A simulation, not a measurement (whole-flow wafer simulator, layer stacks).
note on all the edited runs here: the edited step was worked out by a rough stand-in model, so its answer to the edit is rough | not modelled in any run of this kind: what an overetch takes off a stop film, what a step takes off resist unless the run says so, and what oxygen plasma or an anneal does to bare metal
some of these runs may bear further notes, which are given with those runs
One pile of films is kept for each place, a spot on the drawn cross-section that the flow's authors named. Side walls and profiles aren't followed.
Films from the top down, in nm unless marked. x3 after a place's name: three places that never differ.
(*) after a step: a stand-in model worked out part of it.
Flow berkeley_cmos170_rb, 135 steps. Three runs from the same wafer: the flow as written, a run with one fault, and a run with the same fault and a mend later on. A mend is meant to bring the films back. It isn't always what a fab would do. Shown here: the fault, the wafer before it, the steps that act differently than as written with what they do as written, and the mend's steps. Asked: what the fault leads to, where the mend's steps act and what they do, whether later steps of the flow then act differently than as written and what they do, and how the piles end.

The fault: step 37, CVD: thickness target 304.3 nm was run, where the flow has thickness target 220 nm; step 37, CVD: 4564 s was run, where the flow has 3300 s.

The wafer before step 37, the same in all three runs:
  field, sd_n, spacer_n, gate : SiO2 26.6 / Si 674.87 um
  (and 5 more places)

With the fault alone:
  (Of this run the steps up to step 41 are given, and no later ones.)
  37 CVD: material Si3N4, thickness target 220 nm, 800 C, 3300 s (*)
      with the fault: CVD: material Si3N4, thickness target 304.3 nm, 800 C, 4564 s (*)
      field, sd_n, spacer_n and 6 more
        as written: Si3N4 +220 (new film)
        with the fault: Si3N4 +304.3 (new film)
  No later step of the flow up to step 41 acts differently than as written at any place that is followed.
  After step 41 the piles differ from the flow's by more than 2% or 0.5 nm, whichever is larger, at field, sd_n, spacer_n and 6 more.
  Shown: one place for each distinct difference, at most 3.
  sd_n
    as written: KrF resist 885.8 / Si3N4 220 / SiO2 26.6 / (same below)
    with the fault: KrF resist 885.8 / Si3N4 304.3 / SiO2 26.6 / (same below)
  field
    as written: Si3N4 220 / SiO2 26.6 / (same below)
    with the fault: Si3N4 304.3 / SiO2 26.6 / (same below)

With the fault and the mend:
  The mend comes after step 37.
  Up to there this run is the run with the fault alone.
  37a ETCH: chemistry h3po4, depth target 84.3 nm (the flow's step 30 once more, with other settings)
      field, sd_n, spacer_n and 6 more
        Si3N4 -84.3
  No later step of the flow acts differently than as written at any place that is followed.
  At the end the piles are the same as the flow's at every place that both follow.
